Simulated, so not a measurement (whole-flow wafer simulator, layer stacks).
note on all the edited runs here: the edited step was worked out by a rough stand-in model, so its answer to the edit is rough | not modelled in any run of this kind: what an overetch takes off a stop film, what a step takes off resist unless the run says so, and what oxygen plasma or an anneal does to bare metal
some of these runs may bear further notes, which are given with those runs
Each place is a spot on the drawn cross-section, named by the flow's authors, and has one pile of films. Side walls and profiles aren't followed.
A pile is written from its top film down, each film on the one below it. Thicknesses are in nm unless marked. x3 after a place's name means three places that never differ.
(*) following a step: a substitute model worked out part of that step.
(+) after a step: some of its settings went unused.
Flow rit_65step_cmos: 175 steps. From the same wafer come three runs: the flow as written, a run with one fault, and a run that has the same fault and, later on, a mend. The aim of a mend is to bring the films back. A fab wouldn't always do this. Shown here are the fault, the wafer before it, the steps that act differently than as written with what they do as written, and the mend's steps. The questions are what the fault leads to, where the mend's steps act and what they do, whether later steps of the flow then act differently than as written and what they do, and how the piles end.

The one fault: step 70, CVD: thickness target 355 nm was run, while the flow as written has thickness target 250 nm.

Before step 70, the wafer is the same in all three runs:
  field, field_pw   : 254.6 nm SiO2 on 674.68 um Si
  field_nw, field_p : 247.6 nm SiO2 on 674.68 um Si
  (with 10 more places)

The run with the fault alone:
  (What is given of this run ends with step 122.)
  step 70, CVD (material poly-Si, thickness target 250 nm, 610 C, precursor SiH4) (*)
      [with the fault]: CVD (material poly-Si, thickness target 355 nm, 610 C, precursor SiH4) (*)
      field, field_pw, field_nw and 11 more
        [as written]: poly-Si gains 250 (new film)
        [with the fault]: poly-Si gains 355 (new film)
  Later steps of the flow acting differently than as written (not shown: 3 more steps that differ only slightly, by at most 2% or 0.5 nm, whichever is larger):
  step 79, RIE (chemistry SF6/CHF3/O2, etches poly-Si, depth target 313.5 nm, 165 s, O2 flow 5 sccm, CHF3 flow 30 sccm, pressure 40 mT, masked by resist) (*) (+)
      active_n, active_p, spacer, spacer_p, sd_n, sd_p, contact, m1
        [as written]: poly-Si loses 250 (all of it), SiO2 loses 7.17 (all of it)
        [with the fault]: poly-Si loses 313.5
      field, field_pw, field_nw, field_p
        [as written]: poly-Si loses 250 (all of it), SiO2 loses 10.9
        [with the fault]: poly-Si loses 313.5
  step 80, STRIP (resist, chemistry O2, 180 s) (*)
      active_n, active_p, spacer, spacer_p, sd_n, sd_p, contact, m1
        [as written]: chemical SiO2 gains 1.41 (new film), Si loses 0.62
        [with the fault]: chemical SiO2 gains 1.41 (new film), poly-Si loses 0.62
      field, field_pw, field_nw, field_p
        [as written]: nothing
        [with the fault]: chemical SiO2 gains 1.41 (new film), poly-Si loses 0.62
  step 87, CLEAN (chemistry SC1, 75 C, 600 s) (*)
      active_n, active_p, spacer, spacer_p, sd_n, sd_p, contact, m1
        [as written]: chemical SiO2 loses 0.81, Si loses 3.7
        [with the fault]: chemical SiO2 loses 0.81, poly-Si loses 3.7
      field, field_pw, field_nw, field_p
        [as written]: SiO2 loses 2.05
        [with the fault]: chemical SiO2 loses 0.81, poly-Si loses 3.7
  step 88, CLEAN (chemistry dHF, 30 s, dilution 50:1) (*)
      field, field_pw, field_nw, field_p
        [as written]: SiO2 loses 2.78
        [with the fault]: chemical SiO2 loses 0.6 (all of it)
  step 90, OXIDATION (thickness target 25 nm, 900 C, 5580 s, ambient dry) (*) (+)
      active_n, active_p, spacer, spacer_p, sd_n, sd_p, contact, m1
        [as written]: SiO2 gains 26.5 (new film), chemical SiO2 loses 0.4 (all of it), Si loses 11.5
        [with the fault]: SiO2 gains 28.9 (new film), chemical SiO2 loses 0.4 (all of it), poly-Si loses 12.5
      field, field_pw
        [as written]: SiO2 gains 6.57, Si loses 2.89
        [with the fault]: SiO2 gains 28.9 (new film), chemical SiO2 loses 0.4 (all of it), poly-Si loses 12.5
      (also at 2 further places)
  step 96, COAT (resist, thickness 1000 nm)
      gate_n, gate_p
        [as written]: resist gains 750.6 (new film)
        [with the fault]: resist gains 700.9 (new film)
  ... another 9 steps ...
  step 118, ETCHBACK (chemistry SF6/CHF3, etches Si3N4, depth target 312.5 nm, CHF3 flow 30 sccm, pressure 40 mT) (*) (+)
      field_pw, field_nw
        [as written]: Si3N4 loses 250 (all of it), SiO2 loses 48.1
        [with the fault]: Si3N4 loses 250 (all of it), SiO2 loses 24.1 (all of it), poly-Si loses 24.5 (all of it), SiO2 loses 12.2
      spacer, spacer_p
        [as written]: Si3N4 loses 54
        [with the fault]: Si3N4 gains 0.96
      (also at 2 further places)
  After step 122, at field, field_pw, field_nw, field_p, gate_n, gate_p, spacer, spacer_p, the piles differ from the flow's by more than 2% or 0.5 nm, whichever is larger.
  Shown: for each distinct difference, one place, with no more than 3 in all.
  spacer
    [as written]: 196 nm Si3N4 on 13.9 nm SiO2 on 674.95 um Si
    [with the fault]: 251 nm Si3N4 on 16.3 nm SiO2 on 24.5 nm poly-Si on 7.17 nm SiO2 on 674.97 um Si
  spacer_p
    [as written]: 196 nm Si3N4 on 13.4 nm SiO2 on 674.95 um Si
    [with the fault]: 251 nm Si3N4 on 15.7 nm SiO2 on 24.5 nm poly-Si on 7.17 nm SiO2 on 674.97 um Si
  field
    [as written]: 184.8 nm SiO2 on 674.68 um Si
    [with the fault]: 234.7 nm SiO2 on 674.68 um Si

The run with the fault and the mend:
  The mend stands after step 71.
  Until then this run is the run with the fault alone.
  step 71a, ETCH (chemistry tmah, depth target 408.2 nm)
      field, field_pw, field_nw and 11 more
        poly-Si loses 355 (all of it)
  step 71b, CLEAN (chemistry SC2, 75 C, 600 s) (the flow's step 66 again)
      alters no film at any place that is followed
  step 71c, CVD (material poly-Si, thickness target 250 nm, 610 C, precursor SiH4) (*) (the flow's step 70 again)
      field, field_pw, field_nw and 11 more
        poly-Si gains 250 (new film)
  None of the later steps of the flow acts differently than as written at any place that is followed.
  By the end, the piles equal the flow's at every place that both follow.
